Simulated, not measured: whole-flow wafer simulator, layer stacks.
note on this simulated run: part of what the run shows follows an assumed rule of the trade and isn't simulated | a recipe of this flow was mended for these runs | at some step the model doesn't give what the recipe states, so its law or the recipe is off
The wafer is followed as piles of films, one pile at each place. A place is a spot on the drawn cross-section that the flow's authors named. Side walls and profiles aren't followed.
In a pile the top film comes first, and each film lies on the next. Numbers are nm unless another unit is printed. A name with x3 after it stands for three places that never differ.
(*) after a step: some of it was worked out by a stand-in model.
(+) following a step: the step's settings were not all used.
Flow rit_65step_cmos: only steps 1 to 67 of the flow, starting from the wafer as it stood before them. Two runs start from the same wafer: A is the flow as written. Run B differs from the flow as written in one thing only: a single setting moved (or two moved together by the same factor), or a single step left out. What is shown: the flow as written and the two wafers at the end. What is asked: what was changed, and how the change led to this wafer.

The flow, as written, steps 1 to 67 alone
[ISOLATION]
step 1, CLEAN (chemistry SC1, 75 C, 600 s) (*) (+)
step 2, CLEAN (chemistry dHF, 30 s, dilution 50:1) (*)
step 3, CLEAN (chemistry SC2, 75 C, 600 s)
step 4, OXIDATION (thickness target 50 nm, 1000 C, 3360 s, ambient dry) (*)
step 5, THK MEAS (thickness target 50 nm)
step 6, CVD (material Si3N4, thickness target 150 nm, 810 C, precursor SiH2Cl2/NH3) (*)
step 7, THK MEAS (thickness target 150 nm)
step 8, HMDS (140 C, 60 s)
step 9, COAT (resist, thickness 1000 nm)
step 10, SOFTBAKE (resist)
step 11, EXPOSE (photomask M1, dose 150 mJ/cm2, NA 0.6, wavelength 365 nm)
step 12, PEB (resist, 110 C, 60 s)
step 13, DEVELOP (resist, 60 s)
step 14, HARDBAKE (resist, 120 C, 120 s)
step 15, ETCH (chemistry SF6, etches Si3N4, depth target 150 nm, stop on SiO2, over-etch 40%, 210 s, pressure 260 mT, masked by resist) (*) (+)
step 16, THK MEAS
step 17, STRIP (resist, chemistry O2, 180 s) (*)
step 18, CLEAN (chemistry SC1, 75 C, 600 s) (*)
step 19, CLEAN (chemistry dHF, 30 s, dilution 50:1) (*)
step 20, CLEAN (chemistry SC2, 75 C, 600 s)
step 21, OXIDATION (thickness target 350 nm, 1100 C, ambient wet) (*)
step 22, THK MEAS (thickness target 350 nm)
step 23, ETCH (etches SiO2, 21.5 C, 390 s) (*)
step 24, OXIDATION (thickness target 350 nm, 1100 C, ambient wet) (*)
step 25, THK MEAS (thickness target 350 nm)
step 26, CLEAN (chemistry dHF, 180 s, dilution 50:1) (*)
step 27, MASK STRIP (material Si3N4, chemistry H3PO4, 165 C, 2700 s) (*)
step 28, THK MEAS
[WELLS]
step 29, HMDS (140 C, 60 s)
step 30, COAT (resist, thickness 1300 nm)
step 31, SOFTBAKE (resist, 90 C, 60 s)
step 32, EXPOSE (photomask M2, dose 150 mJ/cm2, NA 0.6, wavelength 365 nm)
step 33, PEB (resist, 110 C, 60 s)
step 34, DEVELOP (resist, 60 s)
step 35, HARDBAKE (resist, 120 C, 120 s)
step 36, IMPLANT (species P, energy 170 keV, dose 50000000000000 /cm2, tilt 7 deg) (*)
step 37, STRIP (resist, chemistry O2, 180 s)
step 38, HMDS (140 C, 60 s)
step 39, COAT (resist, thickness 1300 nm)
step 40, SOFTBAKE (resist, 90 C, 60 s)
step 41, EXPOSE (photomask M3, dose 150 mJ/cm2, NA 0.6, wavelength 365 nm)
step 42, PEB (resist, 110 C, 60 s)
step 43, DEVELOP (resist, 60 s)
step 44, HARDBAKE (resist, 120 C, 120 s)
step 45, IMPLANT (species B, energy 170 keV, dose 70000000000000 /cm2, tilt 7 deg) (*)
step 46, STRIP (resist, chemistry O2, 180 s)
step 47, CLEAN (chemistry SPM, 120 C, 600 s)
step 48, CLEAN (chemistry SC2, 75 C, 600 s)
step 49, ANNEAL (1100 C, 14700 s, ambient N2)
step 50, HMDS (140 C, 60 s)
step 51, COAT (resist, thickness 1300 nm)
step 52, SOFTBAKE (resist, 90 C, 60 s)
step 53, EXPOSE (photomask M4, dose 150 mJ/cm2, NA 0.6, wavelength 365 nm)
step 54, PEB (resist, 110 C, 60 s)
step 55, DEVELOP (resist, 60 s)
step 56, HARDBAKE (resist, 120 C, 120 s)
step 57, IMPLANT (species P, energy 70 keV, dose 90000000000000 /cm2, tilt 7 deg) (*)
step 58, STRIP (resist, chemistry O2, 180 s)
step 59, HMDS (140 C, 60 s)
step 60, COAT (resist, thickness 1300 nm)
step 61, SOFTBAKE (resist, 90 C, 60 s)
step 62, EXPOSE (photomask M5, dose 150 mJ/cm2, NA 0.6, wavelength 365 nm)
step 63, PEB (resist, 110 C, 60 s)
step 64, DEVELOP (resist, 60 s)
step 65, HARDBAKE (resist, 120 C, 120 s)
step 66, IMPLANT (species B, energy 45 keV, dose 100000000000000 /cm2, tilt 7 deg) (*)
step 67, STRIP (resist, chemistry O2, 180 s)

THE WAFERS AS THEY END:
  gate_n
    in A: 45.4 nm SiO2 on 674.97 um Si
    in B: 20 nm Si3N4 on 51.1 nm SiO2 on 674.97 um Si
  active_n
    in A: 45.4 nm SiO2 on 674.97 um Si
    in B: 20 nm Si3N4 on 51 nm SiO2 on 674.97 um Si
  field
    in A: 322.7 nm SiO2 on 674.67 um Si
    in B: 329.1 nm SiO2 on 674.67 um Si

Cause: step 27, MASK STRIP: 1080 s was run, though the flow has 2700 s.

The path from the change to this, step by step:
  step 27, MASK STRIP (material Si3N4, chemistry H3PO4, 165 C, 2700 s) (*)
      active_n, active_p, gate_n and 7 more: A -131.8 Si3N4 (all of it), -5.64 SiO2 | B -111.8 Si3N4
      field, field_pw, field_nw, field_p: A -10.7 SiO2 | B -4.27 SiO2
